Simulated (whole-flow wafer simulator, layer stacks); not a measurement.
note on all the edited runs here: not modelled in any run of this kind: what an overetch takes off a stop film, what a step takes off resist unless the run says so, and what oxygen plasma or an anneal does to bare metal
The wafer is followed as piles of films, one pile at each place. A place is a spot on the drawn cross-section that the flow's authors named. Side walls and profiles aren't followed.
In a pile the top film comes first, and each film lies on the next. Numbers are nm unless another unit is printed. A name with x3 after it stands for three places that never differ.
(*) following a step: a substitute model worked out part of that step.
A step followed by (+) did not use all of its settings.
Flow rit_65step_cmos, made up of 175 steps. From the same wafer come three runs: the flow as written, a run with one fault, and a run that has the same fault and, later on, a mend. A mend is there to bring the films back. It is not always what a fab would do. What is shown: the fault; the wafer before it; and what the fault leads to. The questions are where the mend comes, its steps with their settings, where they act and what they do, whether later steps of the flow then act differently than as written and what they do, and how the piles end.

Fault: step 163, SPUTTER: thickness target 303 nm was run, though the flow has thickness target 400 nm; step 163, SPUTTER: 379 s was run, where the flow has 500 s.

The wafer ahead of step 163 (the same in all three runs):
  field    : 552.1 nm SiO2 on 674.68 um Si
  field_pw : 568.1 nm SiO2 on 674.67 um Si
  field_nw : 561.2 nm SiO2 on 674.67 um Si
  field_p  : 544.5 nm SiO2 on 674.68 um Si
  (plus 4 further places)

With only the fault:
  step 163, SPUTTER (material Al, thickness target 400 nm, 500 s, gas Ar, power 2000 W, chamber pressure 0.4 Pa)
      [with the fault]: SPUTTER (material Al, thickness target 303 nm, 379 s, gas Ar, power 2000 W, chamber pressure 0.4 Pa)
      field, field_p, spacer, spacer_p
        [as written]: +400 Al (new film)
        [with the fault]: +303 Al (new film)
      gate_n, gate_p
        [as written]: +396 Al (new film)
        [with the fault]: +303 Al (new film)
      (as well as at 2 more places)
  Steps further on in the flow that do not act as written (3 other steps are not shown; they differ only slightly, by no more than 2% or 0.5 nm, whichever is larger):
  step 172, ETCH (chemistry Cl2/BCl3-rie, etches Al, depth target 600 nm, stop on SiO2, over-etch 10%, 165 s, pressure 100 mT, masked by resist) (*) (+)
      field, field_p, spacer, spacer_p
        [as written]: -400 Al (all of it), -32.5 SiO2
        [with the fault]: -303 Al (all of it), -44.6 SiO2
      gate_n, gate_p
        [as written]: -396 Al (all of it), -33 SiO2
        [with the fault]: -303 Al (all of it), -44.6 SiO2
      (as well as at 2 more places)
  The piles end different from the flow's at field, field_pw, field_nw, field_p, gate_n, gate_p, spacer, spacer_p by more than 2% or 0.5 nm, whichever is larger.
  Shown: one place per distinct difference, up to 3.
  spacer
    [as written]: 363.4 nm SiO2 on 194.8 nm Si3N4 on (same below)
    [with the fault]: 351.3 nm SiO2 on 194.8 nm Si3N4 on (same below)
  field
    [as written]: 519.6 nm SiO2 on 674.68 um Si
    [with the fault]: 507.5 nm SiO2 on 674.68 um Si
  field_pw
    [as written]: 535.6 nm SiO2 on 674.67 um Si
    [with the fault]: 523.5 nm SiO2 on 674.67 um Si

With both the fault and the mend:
  The mend stands after step 164.
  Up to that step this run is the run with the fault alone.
  step 164a, ETCH (chemistry al pan, depth target 349.3 nm)
      field, field_p, gate_n, gate_p, spacer, spacer_p
        -303 Al (all of it)
      field_pw
        -302.8 Al (all of it)
      field_nw
        -302.7 Al (all of it)
  step 164b, SPUTTER (material Al, thickness target 400 nm, 500 s, gas Ar, power 2000 W, chamber pressure 0.4 Pa) (a further turn of the flow's step 163)
      field, field_pw, field_p, spacer, spacer_p
        +400 Al (new film)
      gate_n, gate_p
        +396 Al (new film)
      field_nw
        +397.2 Al (new film)
  Every later step of the flow that is run acts as written at every place that is followed.
  The piles end the same as the flow's at every place that both follow.
